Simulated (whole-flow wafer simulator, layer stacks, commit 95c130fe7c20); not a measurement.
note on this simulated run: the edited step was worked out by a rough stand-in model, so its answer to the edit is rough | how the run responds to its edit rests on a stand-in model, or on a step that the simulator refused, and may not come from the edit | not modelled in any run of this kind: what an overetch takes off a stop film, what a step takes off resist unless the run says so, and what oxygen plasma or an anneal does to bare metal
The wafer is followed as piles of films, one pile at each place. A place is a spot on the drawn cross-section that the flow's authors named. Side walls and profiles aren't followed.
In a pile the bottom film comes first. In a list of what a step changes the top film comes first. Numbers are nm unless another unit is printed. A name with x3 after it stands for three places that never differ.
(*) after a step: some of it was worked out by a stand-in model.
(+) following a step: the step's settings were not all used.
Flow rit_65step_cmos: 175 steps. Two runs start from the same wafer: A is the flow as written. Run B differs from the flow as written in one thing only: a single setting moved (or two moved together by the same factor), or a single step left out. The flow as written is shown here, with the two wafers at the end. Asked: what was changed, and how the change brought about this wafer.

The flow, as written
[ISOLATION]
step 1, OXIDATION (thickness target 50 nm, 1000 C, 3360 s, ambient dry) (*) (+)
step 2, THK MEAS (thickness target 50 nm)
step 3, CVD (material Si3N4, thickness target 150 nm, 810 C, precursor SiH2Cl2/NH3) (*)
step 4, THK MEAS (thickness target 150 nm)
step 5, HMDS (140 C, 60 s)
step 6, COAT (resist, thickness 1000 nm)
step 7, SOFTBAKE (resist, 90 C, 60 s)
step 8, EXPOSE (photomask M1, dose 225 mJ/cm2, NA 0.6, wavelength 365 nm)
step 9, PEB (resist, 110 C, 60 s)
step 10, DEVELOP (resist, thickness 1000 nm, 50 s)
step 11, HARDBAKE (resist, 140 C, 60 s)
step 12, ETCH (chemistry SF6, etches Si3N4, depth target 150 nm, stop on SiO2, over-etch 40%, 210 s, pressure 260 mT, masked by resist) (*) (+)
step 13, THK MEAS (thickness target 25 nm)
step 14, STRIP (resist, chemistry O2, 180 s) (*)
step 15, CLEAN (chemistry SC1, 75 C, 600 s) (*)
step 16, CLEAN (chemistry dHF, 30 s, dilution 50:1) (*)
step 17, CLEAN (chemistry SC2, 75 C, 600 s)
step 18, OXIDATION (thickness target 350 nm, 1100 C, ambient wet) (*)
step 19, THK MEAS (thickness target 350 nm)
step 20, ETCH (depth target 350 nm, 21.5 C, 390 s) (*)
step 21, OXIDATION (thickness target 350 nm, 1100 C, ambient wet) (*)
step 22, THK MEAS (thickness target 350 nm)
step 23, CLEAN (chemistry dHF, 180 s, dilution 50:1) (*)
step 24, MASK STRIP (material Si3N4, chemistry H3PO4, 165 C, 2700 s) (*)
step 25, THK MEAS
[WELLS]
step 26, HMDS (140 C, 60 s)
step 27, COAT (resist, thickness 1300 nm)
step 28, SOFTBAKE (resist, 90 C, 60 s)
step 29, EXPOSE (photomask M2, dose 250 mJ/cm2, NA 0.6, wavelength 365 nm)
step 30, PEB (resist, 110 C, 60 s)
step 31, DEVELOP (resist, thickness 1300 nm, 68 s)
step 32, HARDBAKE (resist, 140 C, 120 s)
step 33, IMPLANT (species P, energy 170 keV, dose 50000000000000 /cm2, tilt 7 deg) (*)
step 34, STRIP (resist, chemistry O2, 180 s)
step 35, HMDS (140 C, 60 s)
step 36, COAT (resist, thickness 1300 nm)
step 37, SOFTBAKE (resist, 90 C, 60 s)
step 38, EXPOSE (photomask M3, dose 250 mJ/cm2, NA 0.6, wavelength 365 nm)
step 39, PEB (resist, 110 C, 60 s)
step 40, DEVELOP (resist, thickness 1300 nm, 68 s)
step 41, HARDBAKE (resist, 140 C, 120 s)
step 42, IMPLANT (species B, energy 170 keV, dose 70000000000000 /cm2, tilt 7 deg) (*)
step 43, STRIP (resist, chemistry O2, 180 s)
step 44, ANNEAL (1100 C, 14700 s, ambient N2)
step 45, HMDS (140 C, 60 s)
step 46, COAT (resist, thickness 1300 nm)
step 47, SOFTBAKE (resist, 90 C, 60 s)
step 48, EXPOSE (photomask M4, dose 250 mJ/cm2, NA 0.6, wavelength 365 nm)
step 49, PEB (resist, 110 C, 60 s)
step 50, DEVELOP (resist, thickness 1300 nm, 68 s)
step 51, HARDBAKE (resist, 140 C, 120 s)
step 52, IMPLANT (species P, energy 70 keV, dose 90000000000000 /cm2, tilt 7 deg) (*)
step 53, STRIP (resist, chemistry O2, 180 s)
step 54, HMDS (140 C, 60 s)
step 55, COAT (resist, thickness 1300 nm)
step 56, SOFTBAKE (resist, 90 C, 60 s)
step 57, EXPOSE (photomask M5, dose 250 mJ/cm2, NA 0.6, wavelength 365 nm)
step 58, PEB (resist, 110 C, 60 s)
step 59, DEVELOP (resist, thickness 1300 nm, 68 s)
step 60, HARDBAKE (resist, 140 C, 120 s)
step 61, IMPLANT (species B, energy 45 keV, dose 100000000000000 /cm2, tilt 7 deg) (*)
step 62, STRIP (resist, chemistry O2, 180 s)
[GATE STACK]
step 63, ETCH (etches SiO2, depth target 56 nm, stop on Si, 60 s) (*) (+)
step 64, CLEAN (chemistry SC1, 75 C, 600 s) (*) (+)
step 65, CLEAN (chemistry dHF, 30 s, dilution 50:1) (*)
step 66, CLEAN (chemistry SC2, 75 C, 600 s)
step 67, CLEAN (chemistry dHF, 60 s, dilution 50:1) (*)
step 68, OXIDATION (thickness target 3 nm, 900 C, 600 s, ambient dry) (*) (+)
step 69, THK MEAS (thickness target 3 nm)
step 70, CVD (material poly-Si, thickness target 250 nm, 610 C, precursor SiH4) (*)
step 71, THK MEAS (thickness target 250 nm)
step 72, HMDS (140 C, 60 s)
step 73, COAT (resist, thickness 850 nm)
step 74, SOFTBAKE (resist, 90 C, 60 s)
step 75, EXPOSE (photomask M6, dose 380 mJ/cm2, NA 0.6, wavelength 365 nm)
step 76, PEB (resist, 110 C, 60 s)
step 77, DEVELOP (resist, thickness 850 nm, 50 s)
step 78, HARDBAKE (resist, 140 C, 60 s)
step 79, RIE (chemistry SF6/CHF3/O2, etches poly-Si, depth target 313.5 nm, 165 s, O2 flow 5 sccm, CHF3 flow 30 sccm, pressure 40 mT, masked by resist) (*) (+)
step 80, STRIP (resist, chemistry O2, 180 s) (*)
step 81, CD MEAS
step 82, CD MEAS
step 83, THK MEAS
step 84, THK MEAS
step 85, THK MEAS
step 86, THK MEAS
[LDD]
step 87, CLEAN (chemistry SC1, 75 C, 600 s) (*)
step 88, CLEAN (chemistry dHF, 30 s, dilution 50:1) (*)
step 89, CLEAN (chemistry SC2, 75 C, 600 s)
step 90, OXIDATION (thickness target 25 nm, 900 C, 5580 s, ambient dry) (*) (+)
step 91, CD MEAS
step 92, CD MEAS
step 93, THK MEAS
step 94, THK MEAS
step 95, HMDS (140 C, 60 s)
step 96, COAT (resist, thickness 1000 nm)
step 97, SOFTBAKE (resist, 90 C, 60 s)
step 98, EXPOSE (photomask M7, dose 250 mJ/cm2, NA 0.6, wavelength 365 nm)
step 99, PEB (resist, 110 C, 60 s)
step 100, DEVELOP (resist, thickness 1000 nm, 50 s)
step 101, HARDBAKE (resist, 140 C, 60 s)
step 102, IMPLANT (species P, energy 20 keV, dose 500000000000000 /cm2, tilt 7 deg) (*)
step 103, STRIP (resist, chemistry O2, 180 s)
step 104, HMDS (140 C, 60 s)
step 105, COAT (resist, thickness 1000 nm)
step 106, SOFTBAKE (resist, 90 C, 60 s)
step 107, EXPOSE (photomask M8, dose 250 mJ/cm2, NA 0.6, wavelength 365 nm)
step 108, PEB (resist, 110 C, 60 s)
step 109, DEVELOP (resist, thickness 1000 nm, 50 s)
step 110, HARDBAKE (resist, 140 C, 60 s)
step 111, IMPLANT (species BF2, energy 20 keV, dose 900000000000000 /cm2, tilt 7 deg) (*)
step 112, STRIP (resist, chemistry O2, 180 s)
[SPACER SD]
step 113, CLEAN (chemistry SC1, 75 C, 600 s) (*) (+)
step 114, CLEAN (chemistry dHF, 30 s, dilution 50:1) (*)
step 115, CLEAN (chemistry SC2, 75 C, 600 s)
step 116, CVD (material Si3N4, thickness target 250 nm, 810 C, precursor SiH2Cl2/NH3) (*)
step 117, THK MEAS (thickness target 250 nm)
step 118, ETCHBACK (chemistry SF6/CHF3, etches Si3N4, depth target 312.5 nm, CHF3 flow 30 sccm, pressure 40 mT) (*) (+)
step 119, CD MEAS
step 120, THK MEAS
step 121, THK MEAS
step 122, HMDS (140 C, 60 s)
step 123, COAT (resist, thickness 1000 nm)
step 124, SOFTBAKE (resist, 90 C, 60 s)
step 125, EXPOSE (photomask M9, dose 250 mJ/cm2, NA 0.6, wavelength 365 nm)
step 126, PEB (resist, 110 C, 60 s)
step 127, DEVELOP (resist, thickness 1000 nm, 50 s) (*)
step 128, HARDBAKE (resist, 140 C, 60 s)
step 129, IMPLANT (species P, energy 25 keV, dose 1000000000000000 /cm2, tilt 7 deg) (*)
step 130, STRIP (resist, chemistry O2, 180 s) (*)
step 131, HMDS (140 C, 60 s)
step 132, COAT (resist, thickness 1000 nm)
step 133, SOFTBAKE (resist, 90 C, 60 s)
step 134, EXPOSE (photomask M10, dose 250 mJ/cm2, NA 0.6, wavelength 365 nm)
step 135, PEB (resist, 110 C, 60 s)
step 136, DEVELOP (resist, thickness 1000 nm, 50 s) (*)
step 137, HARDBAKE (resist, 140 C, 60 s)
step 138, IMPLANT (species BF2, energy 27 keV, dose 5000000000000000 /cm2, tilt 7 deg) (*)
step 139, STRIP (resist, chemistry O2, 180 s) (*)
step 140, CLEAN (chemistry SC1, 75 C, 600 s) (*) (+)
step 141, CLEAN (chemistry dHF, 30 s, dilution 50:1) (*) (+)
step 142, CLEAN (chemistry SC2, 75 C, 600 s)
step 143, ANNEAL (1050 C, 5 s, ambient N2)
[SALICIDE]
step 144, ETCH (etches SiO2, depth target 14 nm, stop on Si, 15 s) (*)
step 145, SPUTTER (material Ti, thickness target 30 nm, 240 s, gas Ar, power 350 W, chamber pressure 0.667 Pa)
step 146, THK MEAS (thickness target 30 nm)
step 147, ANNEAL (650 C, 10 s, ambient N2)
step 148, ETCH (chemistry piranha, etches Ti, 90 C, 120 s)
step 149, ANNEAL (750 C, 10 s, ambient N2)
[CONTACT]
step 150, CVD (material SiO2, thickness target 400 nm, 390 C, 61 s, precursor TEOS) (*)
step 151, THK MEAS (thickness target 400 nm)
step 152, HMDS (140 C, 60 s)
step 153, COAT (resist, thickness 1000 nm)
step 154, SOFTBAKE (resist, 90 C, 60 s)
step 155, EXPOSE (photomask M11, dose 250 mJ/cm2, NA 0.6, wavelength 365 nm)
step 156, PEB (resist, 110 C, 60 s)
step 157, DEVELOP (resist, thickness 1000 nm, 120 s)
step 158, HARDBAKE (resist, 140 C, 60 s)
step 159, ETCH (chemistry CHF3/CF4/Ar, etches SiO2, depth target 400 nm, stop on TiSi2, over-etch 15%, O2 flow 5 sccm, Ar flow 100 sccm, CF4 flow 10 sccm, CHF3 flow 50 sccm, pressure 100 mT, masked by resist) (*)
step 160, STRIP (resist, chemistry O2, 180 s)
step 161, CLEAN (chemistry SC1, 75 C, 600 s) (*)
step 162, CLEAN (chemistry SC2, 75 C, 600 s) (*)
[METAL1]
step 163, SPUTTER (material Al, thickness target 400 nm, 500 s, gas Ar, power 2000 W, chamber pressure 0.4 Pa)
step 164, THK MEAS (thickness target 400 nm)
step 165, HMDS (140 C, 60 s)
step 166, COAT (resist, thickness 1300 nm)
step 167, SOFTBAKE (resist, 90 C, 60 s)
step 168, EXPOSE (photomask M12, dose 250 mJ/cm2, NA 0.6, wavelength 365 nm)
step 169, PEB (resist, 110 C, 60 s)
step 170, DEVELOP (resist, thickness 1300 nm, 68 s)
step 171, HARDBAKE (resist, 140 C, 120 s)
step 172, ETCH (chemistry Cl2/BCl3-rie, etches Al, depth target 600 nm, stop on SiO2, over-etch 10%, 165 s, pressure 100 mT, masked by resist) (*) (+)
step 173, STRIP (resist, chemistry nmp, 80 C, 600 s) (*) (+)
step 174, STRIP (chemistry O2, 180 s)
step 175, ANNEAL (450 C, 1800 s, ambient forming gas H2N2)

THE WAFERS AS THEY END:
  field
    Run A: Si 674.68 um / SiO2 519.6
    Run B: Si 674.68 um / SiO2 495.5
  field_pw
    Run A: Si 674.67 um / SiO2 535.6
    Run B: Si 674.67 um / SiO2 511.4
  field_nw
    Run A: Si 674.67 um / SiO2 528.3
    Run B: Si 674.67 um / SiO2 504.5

Cause: step 118, ETCHBACK: depth target 343.8 nm was run, while the flow as written has depth target 312.5 nm.

How this came from the change, step by step:
  step 118, ETCHBACK (chemistry SF6/CHF3, etches Si3N4, depth target 312.5 nm, CHF3 flow 30 sccm, pressure 40 mT) (*) (+)
      field, field_pw, field_nw, field_p: A Si3N4 loses 250 (all of it), SiO2 loses 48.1 | B Si3N4 loses 250 (all of it), SiO2 loses 72.2
      spacer, spacer_p: A Si3N4 loses 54 | B Si3N4 loses 85.3
      (also at 2 further places)
  step 123, COAT (resist, thickness 1000 nm)
      gate_n: A resist gains 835 (new film) | B resist gains 876.7 (new film)
      gate_p: A resist gains 836.1 (new film) | B resist gains 877.8 (new film)
      (also at 2 further places)
  step 126, PEB (resist, 110 C, 60 s)
      gate_n: A resist loses 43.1 | B resist loses 45.3
      gate_p: A resist loses 43.1 | B resist loses 45.4
      (also at 2 further places)
  step 127, DEVELOP (resist, thickness 1000 nm, 50 s) (*)
      gate_n: A resist loses 791.9 (all of it) | B resist loses 831.4 (all of it)
      spacer: A resist loses 772.3 (all of it) | B resist loses 794.6 (all of it)
  step 128, HARDBAKE (resist, 140 C, 60 s)
      gate_p: A resist loses 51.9 | B resist loses 54.8
      spacer_p: A resist loses 50.4 | B resist loses 52
  step 130, STRIP (resist, chemistry O2, 180 s) (*)
      gate_p: A chemical SiO2 gains 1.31 (new film), resist loses 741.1 (all of it), poly-Si loses 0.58 | B chemical SiO2 gains 1.31 (new film), resist loses 777.6 (all of it), poly-Si loses 0.58
      spacer_p: A resist loses 722.3 (all of it) | B resist loses 743 (all of it)
  step 132, COAT (resist, thickness 1000 nm)
      gate_n: A resist gains 834.8 (new film) | B resist gains 876.5 (new film)
      gate_p: A resist gains 835.9 (new film) | B resist gains 877.6 (new film)
      (also at 2 further places)
  step 135, PEB (resist, 110 C, 60 s)
      gate_n: A resist loses 43.1 | B resist loses 45.3
      gate_p: A resist loses 43.1 | B resist loses 45.4
      (also at 2 further places)
  step 136, DEVELOP (resist, thickness 1000 nm, 50 s) (*)
      gate_p: A resist loses 792.8 (all of it) | B resist loses 832.3 (all of it)
      spacer_p: A resist loses 773.3 (all of it) | B resist loses 795.6 (all of it)
  step 137, HARDBAKE (resist, 140 C, 60 s)
      gate_n: A resist loses 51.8 | B resist loses 54.7
      spacer: A resist loses 50.4 | B resist loses 52
  step 139, STRIP (resist, chemistry O2, 180 s) (*)
      gate_n: A resist loses 740 (all of it), chemical SiO2 gains 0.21, poly-Si loses 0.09 | B resist loses 776.5 (all of it), chemical SiO2 gains 0.21, poly-Si loses 0.09
      spacer: A resist loses 722.5 (all of it) | B resist loses 743.1 (all of it)
  step 145, SPUTTER (material Ti, thickness target 30 nm, 240 s, gas Ar, power 350 W, chamber pressure 0.667 Pa)
      gate_n: A Ti gains 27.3 (new film) | B Ti gains 24 (new film)
      gate_p: A Ti gains 27.2 (new film) | B Ti gains 23.9 (new film)
  step 147, ANNEAL (650 C, 10 s, ambient N2)
      gate_n: A Ti loses 21.3, TiSi first gains 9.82 (new film), TiSi2 C49 gains 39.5 (new film), poly-Si loses 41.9 | B Ti loses 18.7, TiSi first gains 3.16 (new film), TiSi2 C49 gains 42.8 (new film), poly-Si loses 40.5
      gate_p: A Ti loses 21.2, TiSi first gains 9.56 (new film), TiSi2 C49 gains 39.6 (new film), poly-Si loses 41.9 | B Ti loses 18.6, TiSi first gains 2.96 (new film), TiSi2 C49 gains 42.9 (new film), poly-Si loses 40.4
  step 148, ETCH (chemistry piranha, etches Ti, 90 C, 120 s)
      gate_n: A Ti loses 6 (all of it), TiSi first loses 0.1 | B Ti loses 5.27 (all of it), TiSi first loses 0.1
      gate_p: A Ti loses 5.97 (all of it), TiSi first loses 0.1 | B Ti loses 5.25 (all of it), TiSi first loses 0.1
  step 149, ANNEAL (750 C, 10 s, ambient N2)
      gate_n: A TiSi2 gains 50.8 (new film), TiSi first loses 9.72 (all of it), TiSi2 C49 loses 39.5 (all of it), poly-Si loses 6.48 | B TiSi2 gains 44.8 (new film), TiSi first loses 3.06 (all of it), TiSi2 C49 loses 42.8 (all of it), poly-Si loses 2.04
      gate_p: A TiSi2 gains 50.6 (new film), TiSi first loses 9.46 (all of it), TiSi2 C49 loses 39.6 (all of it), poly-Si loses 6.31 | B TiSi2 gains 44.6 (new film), TiSi first loses 2.85 (all of it), TiSi2 C49 loses 42.9 (all of it), poly-Si loses 1.9
  step 150, CVD (material SiO2, thickness target 400 nm, 390 C, 61 s, precursor TEOS) (*)
      gate_n: A SiO2 gains 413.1 (new film) | B SiO2 gains 431.6 (new film)
      gate_p: A SiO2 gains 413.7 (new film) | B SiO2 gains 432.2 (new film)
  ... 4 further steps ...
  step 169, PEB (resist, 110 C, 60 s)
      spacer: A resist loses 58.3 | B resist loses 59.5
      spacer_p: A resist loses 58.6 | B resist loses 59.8
